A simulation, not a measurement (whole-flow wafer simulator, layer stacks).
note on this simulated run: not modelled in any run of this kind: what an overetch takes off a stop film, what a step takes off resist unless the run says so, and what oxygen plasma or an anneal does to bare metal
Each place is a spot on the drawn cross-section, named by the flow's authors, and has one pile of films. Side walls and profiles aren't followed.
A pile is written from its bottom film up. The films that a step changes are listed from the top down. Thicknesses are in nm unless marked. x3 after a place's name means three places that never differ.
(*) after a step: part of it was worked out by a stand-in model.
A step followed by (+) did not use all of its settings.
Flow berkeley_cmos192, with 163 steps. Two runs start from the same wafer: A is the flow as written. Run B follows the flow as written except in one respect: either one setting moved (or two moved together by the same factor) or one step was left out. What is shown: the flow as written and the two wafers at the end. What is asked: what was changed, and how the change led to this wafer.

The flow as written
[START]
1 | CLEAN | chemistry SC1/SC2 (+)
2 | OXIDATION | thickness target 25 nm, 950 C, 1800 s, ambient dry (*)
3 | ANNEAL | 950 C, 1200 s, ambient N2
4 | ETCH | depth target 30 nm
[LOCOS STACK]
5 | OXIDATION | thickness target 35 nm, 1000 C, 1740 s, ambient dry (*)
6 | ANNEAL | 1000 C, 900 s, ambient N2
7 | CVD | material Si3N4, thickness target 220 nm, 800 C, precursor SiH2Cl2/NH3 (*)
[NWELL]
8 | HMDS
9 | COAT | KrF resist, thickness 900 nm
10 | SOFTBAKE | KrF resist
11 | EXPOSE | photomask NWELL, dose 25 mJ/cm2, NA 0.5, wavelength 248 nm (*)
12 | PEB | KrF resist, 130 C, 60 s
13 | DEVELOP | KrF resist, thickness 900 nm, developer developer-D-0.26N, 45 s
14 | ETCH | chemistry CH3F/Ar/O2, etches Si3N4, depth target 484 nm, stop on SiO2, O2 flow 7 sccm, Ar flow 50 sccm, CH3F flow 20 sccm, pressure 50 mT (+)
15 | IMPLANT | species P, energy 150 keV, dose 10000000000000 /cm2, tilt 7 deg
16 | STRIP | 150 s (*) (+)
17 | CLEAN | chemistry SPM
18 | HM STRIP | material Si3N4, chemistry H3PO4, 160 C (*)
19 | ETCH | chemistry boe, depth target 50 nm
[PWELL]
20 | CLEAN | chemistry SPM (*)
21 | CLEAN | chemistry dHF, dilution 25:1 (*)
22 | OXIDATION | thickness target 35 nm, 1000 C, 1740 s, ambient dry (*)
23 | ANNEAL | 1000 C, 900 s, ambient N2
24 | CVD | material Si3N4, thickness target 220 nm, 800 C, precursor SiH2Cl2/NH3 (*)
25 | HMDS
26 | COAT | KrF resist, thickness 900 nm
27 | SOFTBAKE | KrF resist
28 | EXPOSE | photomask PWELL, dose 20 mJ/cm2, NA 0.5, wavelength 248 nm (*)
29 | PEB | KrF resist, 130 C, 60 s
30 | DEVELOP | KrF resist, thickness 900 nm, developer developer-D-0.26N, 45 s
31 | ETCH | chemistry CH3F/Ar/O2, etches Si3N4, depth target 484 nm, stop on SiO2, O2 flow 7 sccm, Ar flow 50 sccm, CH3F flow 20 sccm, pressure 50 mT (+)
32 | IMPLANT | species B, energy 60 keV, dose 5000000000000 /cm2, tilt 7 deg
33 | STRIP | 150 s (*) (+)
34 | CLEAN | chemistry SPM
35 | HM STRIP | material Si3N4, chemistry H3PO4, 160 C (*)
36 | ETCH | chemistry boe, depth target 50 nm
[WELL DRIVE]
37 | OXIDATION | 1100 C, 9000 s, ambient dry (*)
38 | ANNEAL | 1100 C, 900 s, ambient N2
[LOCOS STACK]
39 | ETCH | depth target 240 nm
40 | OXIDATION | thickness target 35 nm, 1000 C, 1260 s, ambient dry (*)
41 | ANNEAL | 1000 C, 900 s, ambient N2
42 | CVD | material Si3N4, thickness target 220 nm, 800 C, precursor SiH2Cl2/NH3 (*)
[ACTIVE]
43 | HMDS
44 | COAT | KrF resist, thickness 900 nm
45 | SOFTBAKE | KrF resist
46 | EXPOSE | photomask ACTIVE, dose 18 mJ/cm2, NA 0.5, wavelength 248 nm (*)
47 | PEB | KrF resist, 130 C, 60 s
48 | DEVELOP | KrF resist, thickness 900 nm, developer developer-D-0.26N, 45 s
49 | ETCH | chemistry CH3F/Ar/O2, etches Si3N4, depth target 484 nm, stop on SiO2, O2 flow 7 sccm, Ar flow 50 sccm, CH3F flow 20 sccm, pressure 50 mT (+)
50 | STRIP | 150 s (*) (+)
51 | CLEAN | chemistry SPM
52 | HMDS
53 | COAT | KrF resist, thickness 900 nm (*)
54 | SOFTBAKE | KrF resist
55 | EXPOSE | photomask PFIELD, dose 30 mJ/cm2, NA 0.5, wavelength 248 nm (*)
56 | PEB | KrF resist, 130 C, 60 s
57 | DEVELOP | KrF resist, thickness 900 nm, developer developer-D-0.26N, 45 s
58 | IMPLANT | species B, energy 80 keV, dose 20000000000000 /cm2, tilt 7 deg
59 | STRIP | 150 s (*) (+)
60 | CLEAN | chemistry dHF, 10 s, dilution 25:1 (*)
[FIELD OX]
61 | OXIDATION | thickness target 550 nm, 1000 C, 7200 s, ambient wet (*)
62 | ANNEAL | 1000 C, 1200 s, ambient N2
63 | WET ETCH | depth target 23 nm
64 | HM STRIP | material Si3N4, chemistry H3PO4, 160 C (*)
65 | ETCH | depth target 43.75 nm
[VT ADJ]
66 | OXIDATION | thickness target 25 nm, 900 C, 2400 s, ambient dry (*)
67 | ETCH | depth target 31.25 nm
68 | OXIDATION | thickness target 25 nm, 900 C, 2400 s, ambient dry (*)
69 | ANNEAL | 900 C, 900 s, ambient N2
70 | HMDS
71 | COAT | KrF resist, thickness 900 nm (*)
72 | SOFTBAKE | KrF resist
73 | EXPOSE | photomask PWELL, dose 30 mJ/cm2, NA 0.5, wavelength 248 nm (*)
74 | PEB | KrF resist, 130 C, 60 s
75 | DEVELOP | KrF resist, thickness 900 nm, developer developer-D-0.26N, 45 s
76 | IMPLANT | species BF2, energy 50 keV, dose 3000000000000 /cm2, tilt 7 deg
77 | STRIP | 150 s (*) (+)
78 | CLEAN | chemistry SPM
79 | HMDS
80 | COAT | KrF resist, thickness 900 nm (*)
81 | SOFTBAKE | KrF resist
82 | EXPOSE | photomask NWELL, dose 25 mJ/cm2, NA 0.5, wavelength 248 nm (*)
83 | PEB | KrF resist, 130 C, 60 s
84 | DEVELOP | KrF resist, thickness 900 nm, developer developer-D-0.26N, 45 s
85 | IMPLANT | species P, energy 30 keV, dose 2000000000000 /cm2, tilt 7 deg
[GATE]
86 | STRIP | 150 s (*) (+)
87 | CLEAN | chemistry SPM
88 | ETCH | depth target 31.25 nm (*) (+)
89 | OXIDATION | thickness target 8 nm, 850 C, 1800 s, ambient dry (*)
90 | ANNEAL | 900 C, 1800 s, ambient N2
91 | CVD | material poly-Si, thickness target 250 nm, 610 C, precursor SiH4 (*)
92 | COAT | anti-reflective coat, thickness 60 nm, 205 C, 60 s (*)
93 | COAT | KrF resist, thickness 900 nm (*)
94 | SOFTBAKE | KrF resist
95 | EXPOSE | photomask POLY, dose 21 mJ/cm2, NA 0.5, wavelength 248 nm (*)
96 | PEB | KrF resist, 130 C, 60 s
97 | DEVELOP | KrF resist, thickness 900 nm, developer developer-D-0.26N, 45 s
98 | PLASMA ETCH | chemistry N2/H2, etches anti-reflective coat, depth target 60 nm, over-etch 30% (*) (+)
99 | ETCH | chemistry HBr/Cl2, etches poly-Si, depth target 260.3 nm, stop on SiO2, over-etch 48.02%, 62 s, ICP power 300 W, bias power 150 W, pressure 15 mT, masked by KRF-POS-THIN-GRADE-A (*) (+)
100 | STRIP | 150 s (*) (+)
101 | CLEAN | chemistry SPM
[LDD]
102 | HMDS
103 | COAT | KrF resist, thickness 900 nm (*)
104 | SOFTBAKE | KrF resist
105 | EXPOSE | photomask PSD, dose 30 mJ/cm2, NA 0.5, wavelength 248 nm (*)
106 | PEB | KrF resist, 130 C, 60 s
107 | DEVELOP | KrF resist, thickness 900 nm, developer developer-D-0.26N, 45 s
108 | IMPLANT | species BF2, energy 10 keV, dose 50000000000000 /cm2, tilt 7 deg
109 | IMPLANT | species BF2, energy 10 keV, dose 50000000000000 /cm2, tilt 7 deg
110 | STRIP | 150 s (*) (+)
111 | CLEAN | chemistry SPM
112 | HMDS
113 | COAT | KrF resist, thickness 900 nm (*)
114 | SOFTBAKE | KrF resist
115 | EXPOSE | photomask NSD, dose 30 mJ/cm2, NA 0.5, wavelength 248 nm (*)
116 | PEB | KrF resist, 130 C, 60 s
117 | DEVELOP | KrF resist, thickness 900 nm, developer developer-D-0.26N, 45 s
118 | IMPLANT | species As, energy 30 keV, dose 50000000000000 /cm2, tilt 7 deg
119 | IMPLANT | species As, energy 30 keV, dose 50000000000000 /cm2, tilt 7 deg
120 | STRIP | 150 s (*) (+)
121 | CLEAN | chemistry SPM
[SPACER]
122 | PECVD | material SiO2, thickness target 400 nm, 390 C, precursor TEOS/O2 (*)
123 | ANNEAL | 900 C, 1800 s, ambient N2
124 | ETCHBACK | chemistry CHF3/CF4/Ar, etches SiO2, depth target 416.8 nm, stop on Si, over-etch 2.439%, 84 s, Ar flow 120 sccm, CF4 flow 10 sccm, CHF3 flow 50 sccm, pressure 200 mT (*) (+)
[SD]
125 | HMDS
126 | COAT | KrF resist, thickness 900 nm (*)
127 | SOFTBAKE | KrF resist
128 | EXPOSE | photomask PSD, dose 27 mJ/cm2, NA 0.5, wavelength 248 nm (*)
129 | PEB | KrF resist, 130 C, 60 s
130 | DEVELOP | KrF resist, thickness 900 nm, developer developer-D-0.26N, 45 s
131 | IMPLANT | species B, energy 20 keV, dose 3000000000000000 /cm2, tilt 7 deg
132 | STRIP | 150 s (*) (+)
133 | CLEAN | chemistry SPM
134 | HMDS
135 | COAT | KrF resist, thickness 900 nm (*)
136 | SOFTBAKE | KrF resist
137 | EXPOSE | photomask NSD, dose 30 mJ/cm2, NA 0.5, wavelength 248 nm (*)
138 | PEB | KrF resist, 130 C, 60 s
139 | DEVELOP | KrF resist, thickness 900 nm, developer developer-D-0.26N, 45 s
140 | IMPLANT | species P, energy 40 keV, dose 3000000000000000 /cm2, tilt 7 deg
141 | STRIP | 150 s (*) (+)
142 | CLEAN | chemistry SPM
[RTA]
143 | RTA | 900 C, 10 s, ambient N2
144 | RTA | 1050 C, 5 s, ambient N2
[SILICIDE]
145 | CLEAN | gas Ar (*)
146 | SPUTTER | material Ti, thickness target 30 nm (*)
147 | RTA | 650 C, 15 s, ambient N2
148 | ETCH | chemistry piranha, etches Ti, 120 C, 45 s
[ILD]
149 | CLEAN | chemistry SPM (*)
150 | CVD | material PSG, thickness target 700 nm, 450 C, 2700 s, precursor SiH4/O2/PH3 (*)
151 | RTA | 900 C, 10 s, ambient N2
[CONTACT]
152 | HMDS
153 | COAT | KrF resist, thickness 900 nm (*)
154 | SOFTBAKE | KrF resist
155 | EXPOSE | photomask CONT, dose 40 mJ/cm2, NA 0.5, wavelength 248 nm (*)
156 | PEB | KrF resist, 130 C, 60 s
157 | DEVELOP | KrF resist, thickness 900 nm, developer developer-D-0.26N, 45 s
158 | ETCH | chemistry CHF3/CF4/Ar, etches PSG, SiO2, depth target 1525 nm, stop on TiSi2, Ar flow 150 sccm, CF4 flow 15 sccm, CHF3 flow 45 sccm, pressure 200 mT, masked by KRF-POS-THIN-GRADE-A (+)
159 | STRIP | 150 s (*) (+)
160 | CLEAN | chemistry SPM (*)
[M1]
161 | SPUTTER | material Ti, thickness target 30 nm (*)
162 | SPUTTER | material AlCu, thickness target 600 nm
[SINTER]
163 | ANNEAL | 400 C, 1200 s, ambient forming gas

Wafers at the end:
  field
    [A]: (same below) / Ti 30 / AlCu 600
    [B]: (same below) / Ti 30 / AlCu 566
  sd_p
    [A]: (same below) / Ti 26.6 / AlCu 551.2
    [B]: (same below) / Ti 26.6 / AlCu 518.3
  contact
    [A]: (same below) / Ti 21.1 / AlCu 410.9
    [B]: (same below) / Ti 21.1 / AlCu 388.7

The reason: step 162, SPUTTER: thickness target 566 nm was run, though the flow has thickness target 600 nm.
One can read it off the wafer: field has AlCu 566, and step 162 as written asks for 600 nm.

The path from the change to this, step by step:
  162 | SPUTTER | material AlCu, thickness target 600 nm
      field, sd_n, spacer_n, gate, spacer_p, gate_p, m1: A AlCu gains 600 (new film) | B AlCu gains 566 (new film)
      sd_p: A AlCu gains 551.2 (new film) | B AlCu gains 518.3 (new film)
      (and at 1 other place as well)
